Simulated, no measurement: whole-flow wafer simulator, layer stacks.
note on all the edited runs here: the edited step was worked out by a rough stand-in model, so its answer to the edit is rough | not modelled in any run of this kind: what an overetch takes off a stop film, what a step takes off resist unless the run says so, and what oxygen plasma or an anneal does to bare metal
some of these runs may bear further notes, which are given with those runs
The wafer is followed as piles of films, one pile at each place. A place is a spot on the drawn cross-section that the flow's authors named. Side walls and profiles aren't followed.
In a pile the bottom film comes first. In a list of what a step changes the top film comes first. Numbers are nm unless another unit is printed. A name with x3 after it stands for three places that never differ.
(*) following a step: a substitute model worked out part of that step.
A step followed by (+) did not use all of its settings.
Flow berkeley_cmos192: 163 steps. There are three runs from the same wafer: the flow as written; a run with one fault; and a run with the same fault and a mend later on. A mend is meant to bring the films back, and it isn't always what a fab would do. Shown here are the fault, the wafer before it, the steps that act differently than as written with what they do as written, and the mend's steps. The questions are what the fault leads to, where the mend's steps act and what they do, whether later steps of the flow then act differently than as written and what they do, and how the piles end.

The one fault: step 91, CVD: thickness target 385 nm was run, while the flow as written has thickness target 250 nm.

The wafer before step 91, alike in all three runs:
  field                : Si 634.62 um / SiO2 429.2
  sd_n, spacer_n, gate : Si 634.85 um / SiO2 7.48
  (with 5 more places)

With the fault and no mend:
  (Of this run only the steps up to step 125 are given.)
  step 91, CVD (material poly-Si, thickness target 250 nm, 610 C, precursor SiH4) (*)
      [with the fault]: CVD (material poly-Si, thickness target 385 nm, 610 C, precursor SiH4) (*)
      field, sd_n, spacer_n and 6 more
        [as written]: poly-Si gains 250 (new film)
        [with the fault]: poly-Si gains 385 (new film)
  Later steps of the flow acting differently than as written (7 more steps, not shown, differ only slightly: by at most 2% or 0.5 nm, whichever is larger):
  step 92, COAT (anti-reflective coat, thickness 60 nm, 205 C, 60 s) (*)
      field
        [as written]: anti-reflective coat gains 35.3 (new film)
        [with the fault]: anti-reflective coat gains 36.8 (new film)
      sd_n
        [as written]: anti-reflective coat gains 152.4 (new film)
        [with the fault]: anti-reflective coat gains 158.2 (new film)
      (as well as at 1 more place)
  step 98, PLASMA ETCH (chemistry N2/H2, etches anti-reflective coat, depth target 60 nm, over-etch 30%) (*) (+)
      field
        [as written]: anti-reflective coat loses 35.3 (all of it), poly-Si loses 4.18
        [with the fault]: anti-reflective coat loses 36.8 (all of it), poly-Si loses 4.33
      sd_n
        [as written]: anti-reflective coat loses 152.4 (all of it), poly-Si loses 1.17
        [with the fault]: anti-reflective coat loses 158.2 (all of it), poly-Si loses 1.22
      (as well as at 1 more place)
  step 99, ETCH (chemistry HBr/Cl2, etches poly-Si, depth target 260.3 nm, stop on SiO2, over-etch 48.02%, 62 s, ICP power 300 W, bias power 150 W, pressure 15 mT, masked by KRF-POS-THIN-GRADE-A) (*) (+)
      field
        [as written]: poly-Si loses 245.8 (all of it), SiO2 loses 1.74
        [with the fault]: poly-Si loses 380.7 (all of it)
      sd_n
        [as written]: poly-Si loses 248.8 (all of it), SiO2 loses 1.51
        [with the fault]: poly-Si loses 383.8 (all of it)
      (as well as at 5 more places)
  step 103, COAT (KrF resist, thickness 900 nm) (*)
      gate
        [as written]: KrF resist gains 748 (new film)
        [with the fault]: KrF resist gains 635.1 (new film)
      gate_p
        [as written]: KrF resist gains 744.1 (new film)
        [with the fault]: KrF resist gains 631.3 (new film)
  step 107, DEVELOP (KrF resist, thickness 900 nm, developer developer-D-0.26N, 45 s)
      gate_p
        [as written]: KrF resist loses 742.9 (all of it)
        [with the fault]: KrF resist loses 630.3 (all of it)
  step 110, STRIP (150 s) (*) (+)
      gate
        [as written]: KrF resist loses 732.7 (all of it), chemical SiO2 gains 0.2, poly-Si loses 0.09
        [with the fault]: KrF resist loses 620 (all of it), chemical SiO2 gains 0.2, poly-Si loses 0.09
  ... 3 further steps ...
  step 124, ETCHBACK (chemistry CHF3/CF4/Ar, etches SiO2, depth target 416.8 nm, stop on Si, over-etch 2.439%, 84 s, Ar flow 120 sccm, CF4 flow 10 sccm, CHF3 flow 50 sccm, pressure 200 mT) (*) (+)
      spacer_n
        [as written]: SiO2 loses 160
        [with the fault]: nothing
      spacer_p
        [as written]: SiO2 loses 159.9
        [with the fault]: nothing
  After step 125, at spacer_n, gate, spacer_p, gate_p, the piles differ from the flow's by more than 2% or 0.5 nm, whichever is larger.
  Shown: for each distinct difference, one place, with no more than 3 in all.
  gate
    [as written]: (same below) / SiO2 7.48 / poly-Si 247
    [with the fault]: (same below) / SiO2 7.48 / poly-Si 382
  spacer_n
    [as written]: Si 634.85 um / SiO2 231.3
    [with the fault]: Si 634.85 um / SiO2 391.8
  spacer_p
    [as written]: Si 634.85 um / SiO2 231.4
    [with the fault]: Si 634.85 um / SiO2 391.8

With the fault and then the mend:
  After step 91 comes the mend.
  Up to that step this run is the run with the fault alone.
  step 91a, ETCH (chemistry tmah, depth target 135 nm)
      field, sd_n, spacer_n and 6 more
        poly-Si loses 135
  Later steps of the flow that are run all act as written at every place that is followed.
  At every place that both follow, the piles at the end match the flow's.
